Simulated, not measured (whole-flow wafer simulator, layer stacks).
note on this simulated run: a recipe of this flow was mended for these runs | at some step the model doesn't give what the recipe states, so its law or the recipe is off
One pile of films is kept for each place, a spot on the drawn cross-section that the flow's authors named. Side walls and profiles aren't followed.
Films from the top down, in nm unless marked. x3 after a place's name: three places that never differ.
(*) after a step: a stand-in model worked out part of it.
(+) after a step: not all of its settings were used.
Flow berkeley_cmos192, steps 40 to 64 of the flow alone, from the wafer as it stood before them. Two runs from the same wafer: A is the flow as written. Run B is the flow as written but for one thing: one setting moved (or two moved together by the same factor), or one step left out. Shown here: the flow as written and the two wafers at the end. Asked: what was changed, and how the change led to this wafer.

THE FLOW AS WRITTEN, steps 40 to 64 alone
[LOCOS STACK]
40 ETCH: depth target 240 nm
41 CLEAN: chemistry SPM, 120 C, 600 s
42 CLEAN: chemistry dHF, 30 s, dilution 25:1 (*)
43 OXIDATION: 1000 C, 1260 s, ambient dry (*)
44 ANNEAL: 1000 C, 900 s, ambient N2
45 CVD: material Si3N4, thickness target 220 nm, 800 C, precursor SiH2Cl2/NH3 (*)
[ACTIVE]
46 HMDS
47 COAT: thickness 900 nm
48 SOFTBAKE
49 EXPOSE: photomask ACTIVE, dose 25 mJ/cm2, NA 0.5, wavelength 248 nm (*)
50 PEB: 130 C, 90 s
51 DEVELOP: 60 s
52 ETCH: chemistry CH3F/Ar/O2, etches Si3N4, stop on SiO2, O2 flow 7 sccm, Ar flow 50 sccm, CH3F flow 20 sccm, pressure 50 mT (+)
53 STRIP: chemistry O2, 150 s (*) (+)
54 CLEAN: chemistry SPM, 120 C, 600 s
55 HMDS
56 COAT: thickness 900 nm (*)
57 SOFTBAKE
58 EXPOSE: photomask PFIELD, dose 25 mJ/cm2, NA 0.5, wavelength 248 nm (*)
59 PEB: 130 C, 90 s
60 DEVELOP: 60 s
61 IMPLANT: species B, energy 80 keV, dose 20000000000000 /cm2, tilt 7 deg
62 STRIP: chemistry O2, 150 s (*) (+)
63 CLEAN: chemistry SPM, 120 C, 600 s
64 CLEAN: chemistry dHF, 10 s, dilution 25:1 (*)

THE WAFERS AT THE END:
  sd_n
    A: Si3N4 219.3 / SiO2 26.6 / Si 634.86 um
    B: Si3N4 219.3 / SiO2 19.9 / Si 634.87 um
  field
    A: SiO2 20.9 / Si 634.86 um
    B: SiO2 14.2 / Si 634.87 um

The cause: step 43, OXIDATION: 969 C was run, where the flow has 1000 C.

How the change led to this, step by step:
  43 OXIDATION: 1000 C, 1260 s, ambient dry (*)
      field, sd_n, spacer_n and 6 more: A SiO2 +26.6 (new film), Si -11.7 | B SiO2 +19.9 (new film), Si -8.73
